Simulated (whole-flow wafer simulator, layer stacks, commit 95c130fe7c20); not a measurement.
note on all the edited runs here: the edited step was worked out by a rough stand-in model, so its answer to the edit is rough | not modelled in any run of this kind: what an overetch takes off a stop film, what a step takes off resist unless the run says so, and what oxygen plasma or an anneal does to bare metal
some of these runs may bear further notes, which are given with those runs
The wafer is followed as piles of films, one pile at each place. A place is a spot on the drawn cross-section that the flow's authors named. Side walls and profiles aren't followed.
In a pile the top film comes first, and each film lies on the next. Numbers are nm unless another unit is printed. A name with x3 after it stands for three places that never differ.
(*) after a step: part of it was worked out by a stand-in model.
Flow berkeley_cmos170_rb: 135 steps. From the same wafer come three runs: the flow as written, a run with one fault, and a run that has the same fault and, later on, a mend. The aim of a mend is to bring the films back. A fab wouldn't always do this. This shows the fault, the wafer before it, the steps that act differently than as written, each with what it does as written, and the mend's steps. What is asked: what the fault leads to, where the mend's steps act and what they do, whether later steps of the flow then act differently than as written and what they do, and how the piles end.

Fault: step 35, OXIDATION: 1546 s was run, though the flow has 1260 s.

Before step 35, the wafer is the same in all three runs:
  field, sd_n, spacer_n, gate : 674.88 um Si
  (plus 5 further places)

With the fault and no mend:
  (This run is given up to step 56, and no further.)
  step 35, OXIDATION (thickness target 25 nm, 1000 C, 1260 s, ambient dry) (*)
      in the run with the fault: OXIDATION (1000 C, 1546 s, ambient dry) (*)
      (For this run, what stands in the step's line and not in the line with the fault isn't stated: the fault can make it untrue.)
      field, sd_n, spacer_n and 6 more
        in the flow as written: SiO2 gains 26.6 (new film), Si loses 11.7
        in the run with the fault: SiO2 gains 29.6 (new film), Si loses 13
  Steps further on in the flow that do not act as written:
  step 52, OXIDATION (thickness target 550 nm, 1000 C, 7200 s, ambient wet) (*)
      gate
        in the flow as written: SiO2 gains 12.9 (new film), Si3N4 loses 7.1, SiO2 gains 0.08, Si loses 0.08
        in the run with the fault: SiO2 gains 12.9 (new film), Si3N4 loses 7.1
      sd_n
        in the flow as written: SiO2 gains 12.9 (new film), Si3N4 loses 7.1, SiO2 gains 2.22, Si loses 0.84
        in the run with the fault: SiO2 gains 12.9 (new film), Si3N4 loses 7.1, SiO2 gains 3.41, Si loses 1.33
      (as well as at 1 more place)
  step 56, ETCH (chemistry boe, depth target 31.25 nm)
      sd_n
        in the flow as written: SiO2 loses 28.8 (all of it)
        in the run with the fault: SiO2 loses 31.2
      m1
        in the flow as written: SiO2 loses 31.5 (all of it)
        in the run with the fault: SiO2 loses 31.2
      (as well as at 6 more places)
  The piles after step 56 differ from the flow's at sd_n, m1 by more than 2% or 0.5 nm, whichever is larger.
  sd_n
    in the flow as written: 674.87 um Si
    in the run with the fault: 1.8 nm SiO2 on 674.87 um Si
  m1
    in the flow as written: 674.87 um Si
    in the run with the fault: 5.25 nm SiO2 on 674.87 um Si

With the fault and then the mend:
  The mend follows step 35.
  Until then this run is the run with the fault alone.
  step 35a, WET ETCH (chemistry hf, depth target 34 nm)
      field, sd_n, spacer_n and 6 more
        SiO2 loses 29.6 (all of it)
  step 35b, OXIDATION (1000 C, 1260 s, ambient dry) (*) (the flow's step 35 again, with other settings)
      field, sd_n, spacer_n and 6 more
        SiO2 gains 26.6 (new film), Si loses 11.7
  Later steps of the flow that are run all act as written at every place that is followed.
  At the end the piles are close to the flow's at the places that both follow, differing by at most 2% or 0.5 nm, whichever is larger.
